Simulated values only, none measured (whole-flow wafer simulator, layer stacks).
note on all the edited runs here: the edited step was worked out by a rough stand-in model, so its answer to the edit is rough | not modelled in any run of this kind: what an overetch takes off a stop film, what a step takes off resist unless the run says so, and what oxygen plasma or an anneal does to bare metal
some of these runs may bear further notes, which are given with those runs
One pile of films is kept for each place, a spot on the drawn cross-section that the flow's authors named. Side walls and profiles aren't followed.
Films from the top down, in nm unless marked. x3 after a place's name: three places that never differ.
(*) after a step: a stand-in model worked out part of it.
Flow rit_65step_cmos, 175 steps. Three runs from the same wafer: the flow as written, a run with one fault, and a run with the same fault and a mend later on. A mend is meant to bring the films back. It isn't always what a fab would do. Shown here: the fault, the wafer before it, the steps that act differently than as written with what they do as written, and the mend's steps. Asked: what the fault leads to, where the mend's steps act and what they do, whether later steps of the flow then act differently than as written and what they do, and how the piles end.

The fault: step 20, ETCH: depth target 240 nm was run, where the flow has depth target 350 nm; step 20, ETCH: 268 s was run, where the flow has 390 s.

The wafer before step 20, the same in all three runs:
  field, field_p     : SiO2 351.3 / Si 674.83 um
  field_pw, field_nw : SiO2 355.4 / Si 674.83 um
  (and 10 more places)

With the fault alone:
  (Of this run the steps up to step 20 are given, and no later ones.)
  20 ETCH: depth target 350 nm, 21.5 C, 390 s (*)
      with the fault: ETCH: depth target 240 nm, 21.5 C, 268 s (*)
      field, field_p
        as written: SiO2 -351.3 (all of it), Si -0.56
        with the fault: SiO2 -261.7
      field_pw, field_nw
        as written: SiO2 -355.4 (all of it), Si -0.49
        with the fault: SiO2 -261.7
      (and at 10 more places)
  After step 20 the piles differ from the flow's by more than 2% or 0.5 nm, whichever is larger, at field, field_pw, field_nw, field_p.
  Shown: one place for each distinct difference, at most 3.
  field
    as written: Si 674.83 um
    with the fault: SiO2 89.6 / Si 674.83 um
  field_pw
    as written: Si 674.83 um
    with the fault: SiO2 93.6 / Si 674.83 um

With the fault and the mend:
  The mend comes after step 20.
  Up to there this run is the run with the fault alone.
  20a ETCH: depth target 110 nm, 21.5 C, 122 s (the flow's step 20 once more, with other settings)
      field, field_p
        SiO2 -89.6 (all of it)
      field_pw, field_nw
        SiO2 -93.6 (all of it)
  No later step of the flow acts differently than as written, at any place that is followed, by more than 2% or 0.5 nm, whichever is larger.
  At the end the piles differ from the flow's only slightly at the places that both follow, by at most 2% or 0.5 nm, whichever is larger.
